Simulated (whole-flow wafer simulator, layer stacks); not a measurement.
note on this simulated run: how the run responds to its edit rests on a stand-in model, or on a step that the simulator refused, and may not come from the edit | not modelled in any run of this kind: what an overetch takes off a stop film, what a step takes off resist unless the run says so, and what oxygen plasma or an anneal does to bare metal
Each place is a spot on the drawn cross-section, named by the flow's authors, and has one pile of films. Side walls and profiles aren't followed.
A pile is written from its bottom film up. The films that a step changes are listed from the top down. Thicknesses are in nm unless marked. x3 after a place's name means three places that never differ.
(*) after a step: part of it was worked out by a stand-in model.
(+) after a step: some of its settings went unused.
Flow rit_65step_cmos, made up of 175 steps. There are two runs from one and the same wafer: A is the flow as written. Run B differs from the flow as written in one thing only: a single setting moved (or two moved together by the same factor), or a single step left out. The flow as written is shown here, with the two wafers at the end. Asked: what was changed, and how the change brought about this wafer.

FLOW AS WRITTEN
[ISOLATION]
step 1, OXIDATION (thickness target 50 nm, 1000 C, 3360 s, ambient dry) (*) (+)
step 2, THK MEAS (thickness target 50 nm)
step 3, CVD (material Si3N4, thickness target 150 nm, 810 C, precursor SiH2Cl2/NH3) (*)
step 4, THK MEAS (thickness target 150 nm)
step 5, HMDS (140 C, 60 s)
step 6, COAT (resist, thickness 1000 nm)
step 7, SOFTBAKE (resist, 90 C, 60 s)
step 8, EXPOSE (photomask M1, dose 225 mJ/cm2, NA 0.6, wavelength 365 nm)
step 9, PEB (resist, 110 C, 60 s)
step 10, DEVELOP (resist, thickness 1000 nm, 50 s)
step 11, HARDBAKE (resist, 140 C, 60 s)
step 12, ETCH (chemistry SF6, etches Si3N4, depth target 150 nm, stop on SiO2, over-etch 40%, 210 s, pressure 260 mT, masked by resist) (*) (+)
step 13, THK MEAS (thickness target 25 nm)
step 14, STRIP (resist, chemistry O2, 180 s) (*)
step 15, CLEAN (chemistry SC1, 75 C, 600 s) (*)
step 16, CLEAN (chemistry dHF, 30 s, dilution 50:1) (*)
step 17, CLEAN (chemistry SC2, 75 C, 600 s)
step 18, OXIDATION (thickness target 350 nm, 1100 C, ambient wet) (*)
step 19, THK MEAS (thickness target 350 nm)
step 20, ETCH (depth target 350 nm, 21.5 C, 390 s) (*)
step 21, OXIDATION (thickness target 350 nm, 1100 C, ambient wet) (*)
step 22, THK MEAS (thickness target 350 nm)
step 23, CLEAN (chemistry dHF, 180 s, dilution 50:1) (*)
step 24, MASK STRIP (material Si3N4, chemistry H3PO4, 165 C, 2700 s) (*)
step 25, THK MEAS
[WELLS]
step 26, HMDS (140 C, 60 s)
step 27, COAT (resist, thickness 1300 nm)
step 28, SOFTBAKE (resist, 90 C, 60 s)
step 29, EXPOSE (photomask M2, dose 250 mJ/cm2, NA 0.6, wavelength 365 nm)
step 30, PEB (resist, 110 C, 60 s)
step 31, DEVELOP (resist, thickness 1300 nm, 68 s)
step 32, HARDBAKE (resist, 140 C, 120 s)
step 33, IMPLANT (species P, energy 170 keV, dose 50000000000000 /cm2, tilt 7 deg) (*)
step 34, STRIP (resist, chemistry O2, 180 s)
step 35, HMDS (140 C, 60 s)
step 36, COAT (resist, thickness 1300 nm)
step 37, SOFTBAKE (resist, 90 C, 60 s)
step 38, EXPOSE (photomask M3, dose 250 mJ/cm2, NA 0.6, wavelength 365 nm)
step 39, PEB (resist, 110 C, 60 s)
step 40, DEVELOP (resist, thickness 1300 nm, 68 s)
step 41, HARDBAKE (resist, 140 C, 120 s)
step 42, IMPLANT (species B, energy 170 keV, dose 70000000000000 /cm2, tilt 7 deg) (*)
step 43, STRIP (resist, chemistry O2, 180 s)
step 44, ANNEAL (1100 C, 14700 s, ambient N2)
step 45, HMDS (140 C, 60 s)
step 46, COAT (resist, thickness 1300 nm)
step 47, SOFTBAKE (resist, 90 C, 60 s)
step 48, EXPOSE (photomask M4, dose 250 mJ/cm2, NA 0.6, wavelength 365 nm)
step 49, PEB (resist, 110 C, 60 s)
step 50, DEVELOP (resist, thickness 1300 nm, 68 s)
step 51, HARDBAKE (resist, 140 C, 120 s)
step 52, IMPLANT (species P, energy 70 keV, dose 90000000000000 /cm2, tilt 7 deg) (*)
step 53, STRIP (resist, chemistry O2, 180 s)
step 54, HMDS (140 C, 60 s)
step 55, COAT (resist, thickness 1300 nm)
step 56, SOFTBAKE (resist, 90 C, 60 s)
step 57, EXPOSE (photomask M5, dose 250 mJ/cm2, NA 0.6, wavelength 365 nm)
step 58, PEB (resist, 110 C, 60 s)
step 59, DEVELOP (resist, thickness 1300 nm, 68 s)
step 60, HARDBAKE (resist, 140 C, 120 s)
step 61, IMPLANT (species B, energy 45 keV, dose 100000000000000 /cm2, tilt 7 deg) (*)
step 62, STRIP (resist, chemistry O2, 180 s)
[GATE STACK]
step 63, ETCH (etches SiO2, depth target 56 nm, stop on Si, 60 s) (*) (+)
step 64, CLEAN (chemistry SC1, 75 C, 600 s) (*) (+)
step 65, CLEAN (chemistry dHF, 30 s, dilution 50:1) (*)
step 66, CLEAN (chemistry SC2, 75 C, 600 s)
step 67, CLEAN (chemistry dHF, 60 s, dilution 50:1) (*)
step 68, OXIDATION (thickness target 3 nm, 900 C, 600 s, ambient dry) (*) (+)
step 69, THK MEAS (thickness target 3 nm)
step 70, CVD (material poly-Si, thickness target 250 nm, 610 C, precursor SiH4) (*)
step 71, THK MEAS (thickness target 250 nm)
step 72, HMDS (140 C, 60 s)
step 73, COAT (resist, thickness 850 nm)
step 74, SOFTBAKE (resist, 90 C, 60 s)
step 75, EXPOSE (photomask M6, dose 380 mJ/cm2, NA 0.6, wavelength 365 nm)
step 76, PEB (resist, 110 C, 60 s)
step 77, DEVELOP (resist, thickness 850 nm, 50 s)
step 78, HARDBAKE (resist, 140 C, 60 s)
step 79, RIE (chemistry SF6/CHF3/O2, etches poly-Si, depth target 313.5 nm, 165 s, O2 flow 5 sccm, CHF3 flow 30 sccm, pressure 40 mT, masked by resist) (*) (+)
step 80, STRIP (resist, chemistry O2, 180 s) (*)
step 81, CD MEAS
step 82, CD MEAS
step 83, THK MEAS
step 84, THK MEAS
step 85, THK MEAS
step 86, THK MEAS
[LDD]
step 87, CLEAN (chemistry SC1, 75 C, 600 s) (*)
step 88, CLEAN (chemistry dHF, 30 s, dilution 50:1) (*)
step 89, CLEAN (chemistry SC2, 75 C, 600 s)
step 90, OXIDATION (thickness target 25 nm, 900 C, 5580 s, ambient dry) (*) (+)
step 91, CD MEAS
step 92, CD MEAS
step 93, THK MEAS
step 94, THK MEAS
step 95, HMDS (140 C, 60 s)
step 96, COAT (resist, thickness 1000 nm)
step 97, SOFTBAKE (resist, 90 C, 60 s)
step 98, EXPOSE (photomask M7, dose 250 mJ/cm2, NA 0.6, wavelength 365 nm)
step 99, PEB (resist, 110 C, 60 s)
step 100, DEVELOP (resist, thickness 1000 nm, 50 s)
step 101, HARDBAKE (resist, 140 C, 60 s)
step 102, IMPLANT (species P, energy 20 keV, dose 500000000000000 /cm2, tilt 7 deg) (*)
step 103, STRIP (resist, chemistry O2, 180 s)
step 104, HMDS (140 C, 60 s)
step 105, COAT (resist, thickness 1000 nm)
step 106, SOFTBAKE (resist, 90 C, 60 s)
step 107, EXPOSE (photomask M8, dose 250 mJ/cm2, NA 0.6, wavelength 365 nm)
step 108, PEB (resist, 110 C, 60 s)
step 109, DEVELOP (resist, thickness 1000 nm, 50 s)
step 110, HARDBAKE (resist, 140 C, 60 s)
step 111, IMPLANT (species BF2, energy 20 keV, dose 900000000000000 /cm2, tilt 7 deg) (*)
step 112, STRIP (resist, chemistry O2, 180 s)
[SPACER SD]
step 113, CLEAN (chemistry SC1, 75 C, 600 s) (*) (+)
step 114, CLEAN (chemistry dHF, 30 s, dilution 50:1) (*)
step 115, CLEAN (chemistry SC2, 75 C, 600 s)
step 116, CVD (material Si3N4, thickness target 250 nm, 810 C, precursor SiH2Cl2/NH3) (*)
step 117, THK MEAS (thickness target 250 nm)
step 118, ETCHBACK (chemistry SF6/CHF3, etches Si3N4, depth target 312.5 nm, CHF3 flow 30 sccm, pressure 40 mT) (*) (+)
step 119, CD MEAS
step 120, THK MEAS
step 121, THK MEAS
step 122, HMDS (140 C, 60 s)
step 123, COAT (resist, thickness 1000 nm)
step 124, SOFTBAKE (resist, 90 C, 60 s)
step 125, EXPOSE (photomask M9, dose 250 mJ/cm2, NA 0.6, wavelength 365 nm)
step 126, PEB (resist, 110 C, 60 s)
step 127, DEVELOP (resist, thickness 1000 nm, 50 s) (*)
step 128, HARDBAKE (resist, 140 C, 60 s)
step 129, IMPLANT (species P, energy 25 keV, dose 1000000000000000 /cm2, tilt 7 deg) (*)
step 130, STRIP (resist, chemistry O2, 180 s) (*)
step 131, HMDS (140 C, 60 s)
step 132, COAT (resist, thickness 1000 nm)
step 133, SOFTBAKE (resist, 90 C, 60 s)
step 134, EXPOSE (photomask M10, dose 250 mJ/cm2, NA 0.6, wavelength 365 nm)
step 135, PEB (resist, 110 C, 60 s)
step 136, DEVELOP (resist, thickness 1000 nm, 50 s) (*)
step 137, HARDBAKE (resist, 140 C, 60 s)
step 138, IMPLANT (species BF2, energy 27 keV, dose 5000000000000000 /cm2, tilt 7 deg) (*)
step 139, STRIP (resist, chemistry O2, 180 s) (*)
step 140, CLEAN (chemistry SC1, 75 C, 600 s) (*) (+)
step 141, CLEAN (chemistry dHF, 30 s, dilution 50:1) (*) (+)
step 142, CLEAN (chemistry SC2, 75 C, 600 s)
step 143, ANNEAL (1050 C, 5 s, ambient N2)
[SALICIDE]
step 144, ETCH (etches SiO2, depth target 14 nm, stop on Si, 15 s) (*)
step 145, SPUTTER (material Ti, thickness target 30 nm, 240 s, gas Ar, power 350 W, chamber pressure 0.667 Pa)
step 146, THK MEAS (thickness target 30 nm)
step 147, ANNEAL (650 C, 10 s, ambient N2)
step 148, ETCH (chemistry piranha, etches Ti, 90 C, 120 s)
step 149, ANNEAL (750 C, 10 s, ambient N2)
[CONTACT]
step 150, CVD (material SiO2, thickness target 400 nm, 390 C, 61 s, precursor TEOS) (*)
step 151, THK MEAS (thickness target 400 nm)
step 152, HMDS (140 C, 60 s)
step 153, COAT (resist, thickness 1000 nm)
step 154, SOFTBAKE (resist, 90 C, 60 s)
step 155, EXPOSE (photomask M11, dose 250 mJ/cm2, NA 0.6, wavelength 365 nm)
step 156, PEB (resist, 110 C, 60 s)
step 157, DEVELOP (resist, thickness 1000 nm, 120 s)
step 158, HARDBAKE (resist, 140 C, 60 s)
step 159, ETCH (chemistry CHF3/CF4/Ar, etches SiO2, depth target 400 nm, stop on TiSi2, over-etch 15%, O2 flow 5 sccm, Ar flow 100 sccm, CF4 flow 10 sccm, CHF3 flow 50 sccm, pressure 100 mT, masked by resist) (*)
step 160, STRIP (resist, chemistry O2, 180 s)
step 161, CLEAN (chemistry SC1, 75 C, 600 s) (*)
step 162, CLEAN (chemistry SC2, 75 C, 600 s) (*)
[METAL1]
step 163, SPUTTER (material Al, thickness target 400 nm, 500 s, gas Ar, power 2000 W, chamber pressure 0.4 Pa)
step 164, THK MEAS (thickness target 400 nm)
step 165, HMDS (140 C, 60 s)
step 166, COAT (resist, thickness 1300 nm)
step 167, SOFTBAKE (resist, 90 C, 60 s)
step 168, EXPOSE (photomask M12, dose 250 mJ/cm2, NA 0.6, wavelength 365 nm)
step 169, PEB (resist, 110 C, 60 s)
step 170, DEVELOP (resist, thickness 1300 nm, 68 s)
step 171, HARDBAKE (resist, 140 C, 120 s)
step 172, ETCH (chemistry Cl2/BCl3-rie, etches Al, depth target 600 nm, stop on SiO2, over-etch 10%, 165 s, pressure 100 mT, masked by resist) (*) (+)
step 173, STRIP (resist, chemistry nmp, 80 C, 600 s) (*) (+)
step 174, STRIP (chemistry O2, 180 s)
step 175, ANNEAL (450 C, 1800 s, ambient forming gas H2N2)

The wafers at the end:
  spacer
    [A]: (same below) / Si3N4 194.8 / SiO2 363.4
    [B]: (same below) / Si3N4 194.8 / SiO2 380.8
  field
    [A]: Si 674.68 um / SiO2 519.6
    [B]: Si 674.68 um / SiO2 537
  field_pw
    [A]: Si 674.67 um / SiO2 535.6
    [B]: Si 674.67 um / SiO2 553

What caused this: step 163, SPUTTER: power 2696 W was run, though the flow has power 2000 W.

How this came from the change, step by step:
  step 163, SPUTTER (material Al, thickness target 400 nm, 500 s, gas Ar, power 2000 W, chamber pressure 0.4 Pa)
      field, field_pw, field_p, spacer, spacer_p: A Al gains 400 (new film) | B Al gains 539.2 (new film)
      gate_n, gate_p: A Al gains 396 (new film) | B Al gains 516.8 (new film)
      (and at 1 other place as well)
  step 172, ETCH (chemistry Cl2/BCl3-rie, etches Al, depth target 600 nm, stop on SiO2, over-etch 10%, 165 s, pressure 100 mT, masked by resist) (*) (+)
      field, field_pw, field_p, spacer, spacer_p: A Al loses 400 (all of it), SiO2 loses 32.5 | B Al loses 539.2 (all of it), SiO2 loses 15.1
      gate_n, gate_p: A Al loses 396 (all of it), SiO2 loses 33 | B Al loses 516.8 (all of it), SiO2 loses 17.9
      (and at 1 other place as well)
